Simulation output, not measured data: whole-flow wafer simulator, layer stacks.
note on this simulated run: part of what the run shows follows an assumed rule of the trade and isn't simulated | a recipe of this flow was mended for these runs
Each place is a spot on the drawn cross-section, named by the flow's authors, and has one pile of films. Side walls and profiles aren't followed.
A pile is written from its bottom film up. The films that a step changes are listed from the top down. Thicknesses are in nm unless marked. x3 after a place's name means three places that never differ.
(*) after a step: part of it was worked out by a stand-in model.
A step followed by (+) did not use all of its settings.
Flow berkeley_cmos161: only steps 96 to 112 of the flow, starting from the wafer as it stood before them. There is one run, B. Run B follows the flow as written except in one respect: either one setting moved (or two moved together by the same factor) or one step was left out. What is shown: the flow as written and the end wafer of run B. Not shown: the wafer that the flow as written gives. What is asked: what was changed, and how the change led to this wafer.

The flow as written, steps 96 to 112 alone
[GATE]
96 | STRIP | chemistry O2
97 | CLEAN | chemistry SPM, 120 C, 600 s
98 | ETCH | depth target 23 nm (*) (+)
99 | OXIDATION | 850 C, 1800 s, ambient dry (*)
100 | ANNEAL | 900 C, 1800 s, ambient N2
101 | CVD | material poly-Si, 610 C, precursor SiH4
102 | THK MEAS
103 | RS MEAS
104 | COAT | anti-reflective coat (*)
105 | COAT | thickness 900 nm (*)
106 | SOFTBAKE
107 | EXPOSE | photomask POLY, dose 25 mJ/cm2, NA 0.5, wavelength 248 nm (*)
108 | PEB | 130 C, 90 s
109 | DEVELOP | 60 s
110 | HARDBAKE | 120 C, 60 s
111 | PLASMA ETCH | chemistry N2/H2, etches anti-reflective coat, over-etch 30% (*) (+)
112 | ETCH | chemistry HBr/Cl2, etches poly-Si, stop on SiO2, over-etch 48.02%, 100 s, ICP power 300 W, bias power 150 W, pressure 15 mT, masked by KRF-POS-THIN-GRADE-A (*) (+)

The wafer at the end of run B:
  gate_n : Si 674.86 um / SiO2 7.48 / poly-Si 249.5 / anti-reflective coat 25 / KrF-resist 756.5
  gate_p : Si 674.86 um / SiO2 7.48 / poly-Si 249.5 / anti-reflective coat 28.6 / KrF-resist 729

The reason: step 105, COAT: thickness 1038 nm was run, though the flow has thickness 900 nm.

Step by step, how the change led to this:
  105 | COAT | thickness 900 nm (*)
      field: KrF-resist gains 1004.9 (new film) (in the flow as written it would be: KrF-resist gains 868.3 (new film))
      sd_n: KrF-resist gains 1047.5 (new film) (in the flow as written it would be: KrF-resist gains 909.1 (new film))
      (also at 7 further places)
  109 | DEVELOP | 60 s
      field: KrF-resist loses 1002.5 (all of it) (in the flow as written it would be: KrF-resist loses 866.3 (all of it))
      sd_n: KrF-resist loses 1044.9 (all of it) (in the flow as written it would be: KrF-resist loses 907 (all of it))
      (also at 5 further places)
  110 | HARDBAKE | 120 C, 60 s
      gate_n: KrF-resist loses 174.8 (in the flow as written it would be: KrF-resist loses 153.6)
      gate_p: KrF-resist loses 170 (in the flow as written it would be: KrF-resist loses 148.8)
